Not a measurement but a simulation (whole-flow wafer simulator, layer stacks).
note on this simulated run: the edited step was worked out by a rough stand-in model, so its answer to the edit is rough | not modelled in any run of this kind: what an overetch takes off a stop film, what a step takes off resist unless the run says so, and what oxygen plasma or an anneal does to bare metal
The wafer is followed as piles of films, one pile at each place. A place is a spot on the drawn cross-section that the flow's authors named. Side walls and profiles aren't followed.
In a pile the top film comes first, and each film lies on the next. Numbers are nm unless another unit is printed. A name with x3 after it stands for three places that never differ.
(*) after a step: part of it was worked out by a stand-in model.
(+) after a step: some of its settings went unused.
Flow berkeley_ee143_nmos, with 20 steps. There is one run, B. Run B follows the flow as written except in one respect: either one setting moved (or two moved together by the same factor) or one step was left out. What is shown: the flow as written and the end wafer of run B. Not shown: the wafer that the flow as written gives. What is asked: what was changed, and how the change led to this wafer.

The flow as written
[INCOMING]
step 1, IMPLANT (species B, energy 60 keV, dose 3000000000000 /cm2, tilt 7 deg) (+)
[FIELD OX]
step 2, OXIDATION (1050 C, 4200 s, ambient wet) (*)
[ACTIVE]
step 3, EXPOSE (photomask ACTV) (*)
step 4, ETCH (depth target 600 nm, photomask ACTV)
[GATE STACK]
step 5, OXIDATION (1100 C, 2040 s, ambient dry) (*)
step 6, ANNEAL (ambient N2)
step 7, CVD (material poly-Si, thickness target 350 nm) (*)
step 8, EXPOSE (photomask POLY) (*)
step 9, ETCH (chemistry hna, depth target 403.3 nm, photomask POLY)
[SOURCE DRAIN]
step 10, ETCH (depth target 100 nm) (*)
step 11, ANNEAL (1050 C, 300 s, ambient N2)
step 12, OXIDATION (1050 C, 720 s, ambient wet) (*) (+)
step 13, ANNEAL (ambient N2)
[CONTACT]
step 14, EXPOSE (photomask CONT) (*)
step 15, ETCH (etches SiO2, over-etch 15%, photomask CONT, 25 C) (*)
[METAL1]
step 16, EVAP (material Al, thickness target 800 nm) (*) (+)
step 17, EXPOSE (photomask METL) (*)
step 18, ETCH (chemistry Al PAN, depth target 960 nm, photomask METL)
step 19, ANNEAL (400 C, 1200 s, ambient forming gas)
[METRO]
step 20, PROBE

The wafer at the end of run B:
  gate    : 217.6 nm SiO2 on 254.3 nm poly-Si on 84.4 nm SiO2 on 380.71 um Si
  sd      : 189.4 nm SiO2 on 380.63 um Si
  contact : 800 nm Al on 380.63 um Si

The reason: step 5, OXIDATION: 2244 s was run, whereas the flow has 2040 s.

The path from the change to this, step by step:
  step 5, OXIDATION (1100 C, 2040 s, ambient dry) (*)
      gate, sd, contact: SiO2 gains 84.4 (new film), Si loses 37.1 (it would be, as written: SiO2 gains 79.7 (new film), Si loses 35.1)
      field: SiO2 gains 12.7, Si loses 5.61 (it would be, as written: SiO2 gains 11.6, Si loses 5.1)
  step 10, ETCH (depth target 100 nm) (*)
      sd, contact: SiO2 loses 84.4 (all of it) (it would be, as written: SiO2 loses 79.7 (all of it))
